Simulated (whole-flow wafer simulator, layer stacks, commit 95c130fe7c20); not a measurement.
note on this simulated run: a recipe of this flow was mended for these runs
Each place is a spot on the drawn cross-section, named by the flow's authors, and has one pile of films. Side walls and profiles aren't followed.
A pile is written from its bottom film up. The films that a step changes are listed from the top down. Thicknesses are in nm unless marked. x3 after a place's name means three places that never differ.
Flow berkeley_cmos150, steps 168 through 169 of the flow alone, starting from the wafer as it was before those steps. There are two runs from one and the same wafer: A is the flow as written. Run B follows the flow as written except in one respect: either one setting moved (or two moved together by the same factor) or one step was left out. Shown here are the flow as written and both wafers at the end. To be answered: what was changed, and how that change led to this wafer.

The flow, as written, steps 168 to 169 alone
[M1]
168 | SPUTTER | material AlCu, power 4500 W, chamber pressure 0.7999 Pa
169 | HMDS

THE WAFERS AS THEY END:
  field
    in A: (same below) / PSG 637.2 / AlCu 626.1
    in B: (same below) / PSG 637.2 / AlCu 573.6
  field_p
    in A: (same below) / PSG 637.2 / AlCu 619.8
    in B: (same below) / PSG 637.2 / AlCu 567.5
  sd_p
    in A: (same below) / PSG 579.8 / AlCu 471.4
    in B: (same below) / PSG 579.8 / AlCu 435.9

What caused this: step 168, SPUTTER: chamber pressure 0.9919 Pa was run, whereas the flow has chamber pressure 0.7999 Pa.

The path from the change to this, step by step:
  168 | SPUTTER | material AlCu, power 4500 W, chamber pressure 0.7999 Pa
      field, sd_n, gate_n, m1: A AlCu gains 626.1 (new film) | B AlCu gains 573.6 (new film)
      field_p: A AlCu gains 619.8 (new film) | B AlCu gains 567.5 (new film)
      (as well as at 3 more places)
